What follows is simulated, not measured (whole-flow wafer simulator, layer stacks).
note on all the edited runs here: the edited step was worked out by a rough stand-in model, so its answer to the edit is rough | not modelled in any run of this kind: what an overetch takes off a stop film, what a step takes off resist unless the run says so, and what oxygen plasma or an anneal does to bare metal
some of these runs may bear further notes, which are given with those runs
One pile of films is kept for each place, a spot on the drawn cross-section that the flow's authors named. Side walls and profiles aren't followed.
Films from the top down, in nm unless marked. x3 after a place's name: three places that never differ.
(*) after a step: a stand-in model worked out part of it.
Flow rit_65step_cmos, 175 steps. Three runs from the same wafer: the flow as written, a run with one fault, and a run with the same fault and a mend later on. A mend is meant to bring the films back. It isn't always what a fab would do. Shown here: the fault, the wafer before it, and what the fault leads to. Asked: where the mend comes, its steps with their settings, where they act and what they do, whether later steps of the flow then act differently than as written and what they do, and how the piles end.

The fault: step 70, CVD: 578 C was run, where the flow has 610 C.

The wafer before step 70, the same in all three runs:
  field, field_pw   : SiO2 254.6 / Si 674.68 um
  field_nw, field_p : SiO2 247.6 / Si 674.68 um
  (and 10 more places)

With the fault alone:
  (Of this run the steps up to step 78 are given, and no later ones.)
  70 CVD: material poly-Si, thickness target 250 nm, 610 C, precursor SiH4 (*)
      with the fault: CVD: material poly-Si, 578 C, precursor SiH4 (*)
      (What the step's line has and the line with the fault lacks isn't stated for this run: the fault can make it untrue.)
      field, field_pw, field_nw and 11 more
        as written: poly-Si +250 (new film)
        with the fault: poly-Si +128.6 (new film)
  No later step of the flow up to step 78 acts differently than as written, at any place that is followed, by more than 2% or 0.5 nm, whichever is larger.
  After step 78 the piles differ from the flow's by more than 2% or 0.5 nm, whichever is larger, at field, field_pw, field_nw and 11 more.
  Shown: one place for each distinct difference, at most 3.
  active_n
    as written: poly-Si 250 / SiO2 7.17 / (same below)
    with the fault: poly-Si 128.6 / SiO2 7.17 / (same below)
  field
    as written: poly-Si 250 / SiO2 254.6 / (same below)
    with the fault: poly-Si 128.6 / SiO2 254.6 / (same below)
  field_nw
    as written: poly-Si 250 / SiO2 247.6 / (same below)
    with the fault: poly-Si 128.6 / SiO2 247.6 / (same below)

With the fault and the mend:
  The mend comes after step 71.
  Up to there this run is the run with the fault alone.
  71a ETCH: chemistry tmah, depth target 147.9 nm
      field, field_pw, field_nw and 11 more
        poly-Si -128.6 (all of it)
  71b CLEAN: chemistry SC2, 75 C, 600 s (the flow's step 66 once more)
      changes no film at any place that is followed
  71c CVD: material poly-Si, thickness target 250 nm, 610 C, precursor SiH4 (*) (the flow's step 70 once more)
      field, field_pw, field_nw and 11 more
        poly-Si +250 (new film)
  No later step of the flow acts differently than as written at any place that is followed.
  At the end the piles are the same as the flow's at every place that both follow.
